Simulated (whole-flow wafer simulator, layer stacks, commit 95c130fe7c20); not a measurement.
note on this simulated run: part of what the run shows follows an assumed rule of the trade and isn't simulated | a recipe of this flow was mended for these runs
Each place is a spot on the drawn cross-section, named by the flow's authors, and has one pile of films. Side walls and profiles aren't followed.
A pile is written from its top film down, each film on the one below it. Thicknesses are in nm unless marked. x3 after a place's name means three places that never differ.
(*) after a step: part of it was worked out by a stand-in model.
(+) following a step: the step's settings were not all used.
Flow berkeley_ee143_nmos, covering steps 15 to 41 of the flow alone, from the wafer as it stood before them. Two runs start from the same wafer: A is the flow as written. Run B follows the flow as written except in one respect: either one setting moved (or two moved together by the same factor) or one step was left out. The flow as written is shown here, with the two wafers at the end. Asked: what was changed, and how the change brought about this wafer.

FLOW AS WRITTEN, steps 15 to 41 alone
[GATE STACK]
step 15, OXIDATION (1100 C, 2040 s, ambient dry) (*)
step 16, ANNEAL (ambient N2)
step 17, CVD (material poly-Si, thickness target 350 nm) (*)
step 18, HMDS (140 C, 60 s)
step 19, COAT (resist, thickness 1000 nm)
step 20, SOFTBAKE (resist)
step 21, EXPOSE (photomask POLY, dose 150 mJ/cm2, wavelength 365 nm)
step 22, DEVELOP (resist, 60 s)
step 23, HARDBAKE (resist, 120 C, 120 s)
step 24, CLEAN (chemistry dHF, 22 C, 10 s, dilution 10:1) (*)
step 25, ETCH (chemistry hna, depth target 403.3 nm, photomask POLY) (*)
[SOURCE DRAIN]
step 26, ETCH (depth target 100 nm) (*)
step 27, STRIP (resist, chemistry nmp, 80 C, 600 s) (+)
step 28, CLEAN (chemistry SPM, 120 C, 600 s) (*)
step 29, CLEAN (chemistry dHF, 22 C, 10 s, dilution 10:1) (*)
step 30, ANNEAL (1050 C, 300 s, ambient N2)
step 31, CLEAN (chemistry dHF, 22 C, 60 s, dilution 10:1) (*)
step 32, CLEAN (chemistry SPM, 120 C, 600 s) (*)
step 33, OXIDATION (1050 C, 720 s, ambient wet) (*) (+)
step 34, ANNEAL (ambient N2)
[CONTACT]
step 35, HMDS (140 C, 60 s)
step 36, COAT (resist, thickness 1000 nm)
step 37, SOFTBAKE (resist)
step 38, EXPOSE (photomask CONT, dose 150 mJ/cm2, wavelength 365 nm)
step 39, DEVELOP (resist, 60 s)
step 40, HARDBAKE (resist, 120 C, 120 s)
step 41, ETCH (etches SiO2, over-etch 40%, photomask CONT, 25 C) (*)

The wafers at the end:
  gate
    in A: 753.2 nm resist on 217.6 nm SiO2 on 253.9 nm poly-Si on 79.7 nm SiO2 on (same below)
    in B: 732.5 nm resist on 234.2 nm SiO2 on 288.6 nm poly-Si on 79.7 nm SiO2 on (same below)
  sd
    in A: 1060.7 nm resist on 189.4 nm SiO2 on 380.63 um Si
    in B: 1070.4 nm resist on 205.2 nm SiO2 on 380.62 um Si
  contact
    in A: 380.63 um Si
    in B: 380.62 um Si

The reason: step 17, CVD: thickness target 392 nm was run, whereas the flow has thickness target 350 nm; step 33, OXIDATION: 806 s was run, where the flow has 720 s.

The path from the change to this, step by step:
  step 17, CVD (material poly-Si, thickness target 350 nm) (*)
      gate, sd, contact, field: A +350 poly-Si (new film) | B +392 poly-Si (new film)
  step 25, ETCH (chemistry hna, depth target 403.3 nm, photomask POLY) (*)
      sd, contact, field: A -350 poly-Si (all of it), -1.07 SiO2 | B -392 poly-Si (all of it), -0.23 SiO2
  step 33, OXIDATION (1050 C, 720 s, ambient wet) (*) (+)
      sd, contact: A +189.4 SiO2 (new film), -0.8 chemical SiO2 (all of it), -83 Si | B +205.2 SiO2 (new film), -0.8 chemical SiO2 (all of it), -90 Si
      gate: A +217.6 SiO2 (new film), -0.8 chemical SiO2 (all of it), -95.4 poly-Si | B +234.2 SiO2 (new film), -0.8 chemical SiO2 (all of it), -102.7 poly-Si
      (and at 1 other place as well)
  step 36, COAT (resist, thickness 1000 nm)
      gate: A +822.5 resist (new film) | B +799.8 resist (new film)
  step 40, HARDBAKE (resist, 120 C, 120 s)
      gate: A -69 resist | B -66.9 resist
  step 41, ETCH (etches SiO2, over-etch 40%, photomask CONT, 25 C) (*)
      contact: A -189.4 SiO2 (all of it) | B -205.2 SiO2 (all of it)
